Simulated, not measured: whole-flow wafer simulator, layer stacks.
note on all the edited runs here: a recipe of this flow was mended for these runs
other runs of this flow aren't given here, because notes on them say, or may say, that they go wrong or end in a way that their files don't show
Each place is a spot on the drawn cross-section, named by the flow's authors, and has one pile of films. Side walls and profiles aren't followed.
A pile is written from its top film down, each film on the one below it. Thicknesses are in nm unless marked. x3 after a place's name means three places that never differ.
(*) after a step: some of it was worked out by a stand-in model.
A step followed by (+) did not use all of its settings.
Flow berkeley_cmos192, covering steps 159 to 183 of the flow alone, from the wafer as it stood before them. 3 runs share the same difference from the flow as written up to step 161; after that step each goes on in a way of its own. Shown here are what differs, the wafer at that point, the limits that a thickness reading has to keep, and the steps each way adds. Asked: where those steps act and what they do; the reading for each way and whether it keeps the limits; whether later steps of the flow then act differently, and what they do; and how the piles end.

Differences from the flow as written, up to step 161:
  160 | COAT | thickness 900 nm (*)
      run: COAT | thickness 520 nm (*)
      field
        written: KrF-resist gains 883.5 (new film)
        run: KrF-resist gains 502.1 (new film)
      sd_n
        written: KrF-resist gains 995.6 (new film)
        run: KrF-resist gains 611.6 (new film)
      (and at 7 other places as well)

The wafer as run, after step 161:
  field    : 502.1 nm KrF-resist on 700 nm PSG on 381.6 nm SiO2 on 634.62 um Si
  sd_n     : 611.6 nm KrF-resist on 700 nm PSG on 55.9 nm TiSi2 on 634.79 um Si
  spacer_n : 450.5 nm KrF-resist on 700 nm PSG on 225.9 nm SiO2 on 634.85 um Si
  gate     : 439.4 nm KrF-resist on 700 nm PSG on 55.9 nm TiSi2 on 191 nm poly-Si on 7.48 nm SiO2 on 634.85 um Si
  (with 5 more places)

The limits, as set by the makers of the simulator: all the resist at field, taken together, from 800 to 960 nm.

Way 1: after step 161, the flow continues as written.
  After step 161, the reading is 502.1 nm, outside the limits.
  Later steps of the flow acting differently than as written:
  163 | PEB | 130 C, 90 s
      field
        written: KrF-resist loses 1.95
        way: KrF-resist loses 1.01
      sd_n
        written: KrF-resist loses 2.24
        way: KrF-resist loses 1.26
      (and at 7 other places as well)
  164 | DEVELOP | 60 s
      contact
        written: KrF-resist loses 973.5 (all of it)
        way: KrF-resist loses 581.5 (all of it)
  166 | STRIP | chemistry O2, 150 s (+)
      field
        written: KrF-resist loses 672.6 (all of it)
        way: KrF-resist loses 292.1 (all of it)
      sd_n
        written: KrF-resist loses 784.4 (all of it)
        way: KrF-resist loses 401.3 (all of it)
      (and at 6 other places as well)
  The piles end the same as the flow's at every place that both follow.

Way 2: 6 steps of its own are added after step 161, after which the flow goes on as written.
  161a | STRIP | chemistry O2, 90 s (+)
      field
        KrF-resist loses 502.1 (all of it)
      sd_n
        KrF-resist loses 611.6 (all of it)
      spacer_n
        KrF-resist loses 450.5 (all of it)
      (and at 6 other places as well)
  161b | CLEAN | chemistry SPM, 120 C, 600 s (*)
      alters no film at any place that is followed
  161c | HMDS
      alters no film at any place that is followed
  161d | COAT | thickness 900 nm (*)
      field
        KrF-resist gains 883.5 (new film)
      sd_n
        KrF-resist gains 995.6 (new film)
      spacer_n
        KrF-resist gains 823.6 (new film)
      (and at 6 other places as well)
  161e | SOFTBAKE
      alters no film at any place that is followed
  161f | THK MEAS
      alters no film at any place that is followed
  After step 161f, the reading is 883.5 nm, within the limits.
  Every later step of the flow that is run acts as written at every place that is followed.
  The piles end the same as the flow's at every place that both follow.

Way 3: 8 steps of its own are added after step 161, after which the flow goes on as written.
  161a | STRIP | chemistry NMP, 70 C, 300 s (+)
      field
        KrF-resist loses 502.1 (all of it)
      sd_n
        KrF-resist loses 611.6 (all of it)
      spacer_n
        KrF-resist loses 450.5 (all of it)
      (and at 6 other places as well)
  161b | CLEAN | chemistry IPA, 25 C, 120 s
      alters no film at any place that is followed
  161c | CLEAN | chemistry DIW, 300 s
      alters no film at any place that is followed
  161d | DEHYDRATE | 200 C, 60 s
      alters no film at any place that is followed
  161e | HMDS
      alters no film at any place that is followed
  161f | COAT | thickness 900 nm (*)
      field
        KrF-resist gains 883.5 (new film)
      sd_n
        KrF-resist gains 995.6 (new film)
      spacer_n
        KrF-resist gains 823.6 (new film)
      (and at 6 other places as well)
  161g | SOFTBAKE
      alters no film at any place that is followed
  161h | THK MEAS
      alters no film at any place that is followed
  After step 161h, the reading is 883.5 nm, within the limits.
  Every later step of the flow that is run acts as written at every place that is followed.
  The piles end the same as the flow's at every place that both follow.

Keeping within the limits: way 2, way 3. Outside them: way 1.
